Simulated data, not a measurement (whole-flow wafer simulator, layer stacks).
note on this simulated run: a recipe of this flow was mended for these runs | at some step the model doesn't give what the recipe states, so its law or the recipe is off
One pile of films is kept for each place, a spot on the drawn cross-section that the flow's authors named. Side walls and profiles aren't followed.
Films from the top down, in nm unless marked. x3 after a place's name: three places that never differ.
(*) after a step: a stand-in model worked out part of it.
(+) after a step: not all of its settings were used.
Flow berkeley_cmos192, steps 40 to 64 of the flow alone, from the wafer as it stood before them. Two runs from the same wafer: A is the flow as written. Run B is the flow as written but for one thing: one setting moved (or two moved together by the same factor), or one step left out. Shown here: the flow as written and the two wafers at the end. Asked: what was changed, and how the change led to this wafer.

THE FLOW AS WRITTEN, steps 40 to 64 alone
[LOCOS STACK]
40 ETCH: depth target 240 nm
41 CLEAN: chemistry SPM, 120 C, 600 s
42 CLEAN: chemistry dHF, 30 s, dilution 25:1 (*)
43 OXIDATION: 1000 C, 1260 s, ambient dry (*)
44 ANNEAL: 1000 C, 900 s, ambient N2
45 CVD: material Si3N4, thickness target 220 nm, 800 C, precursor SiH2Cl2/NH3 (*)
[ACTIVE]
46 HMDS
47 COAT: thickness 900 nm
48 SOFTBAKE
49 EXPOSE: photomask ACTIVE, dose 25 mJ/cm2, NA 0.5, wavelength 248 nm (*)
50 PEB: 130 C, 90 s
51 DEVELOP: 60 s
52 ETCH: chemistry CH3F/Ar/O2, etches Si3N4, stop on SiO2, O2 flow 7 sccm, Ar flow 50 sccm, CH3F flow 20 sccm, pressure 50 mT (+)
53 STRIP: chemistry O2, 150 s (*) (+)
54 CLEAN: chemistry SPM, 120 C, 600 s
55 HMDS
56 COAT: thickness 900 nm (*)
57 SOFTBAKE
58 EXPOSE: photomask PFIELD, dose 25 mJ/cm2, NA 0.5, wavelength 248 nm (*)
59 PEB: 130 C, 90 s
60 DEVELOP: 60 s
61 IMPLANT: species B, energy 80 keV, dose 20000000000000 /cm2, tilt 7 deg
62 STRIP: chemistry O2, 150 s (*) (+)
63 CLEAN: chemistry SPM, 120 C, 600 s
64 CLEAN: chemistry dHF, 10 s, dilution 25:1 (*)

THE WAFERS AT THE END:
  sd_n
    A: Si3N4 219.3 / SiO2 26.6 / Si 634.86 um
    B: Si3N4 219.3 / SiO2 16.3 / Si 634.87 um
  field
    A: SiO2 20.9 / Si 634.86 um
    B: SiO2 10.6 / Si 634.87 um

The cause: step 43, OXIDATION: 504 s was run, where the flow has 1260 s.

How the change led to this, step by step:
  43 OXIDATION: 1000 C, 1260 s, ambient dry (*)
      field, sd_n, spacer_n and 6 more: A SiO2 +26.6 (new film), Si -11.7 | B SiO2 +16.3 (new film), Si -7.16
